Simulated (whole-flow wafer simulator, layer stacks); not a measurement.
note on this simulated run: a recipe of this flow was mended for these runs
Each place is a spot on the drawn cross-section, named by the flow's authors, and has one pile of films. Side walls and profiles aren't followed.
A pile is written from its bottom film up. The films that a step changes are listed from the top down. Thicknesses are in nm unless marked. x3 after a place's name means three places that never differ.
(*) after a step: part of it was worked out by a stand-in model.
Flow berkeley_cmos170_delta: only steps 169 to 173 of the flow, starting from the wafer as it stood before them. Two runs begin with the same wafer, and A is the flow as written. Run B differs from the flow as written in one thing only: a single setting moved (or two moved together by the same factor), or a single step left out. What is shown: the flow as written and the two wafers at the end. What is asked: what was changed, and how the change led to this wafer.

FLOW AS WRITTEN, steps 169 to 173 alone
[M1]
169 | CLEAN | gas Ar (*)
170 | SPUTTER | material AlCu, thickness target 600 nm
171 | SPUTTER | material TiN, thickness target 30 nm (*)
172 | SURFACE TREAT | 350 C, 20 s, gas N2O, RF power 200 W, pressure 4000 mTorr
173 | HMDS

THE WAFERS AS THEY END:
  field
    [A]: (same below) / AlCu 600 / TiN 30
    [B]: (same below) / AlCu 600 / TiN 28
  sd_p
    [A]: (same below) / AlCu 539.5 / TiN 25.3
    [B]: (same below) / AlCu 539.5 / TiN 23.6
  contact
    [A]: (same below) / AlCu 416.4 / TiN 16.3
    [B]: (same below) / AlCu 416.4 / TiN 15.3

The reason: step 171, SPUTTER: thickness target 28 nm was run, while the flow as written has thickness target 30 nm.
One can read it off the wafer: field has TiN 28, and step 171 as written asks for 30 nm.

Step by step, how the change led to this:
  171 | SPUTTER | material TiN, thickness target 30 nm (*)
      field, sd_n, spacer_n, gate, spacer_p, gate_p, m1: A +30 TiN (new film) | B +28 TiN (new film)
      sd_p: A +25.3 TiN (new film) | B +23.6 TiN (new film)
      (and at 1 other place as well)
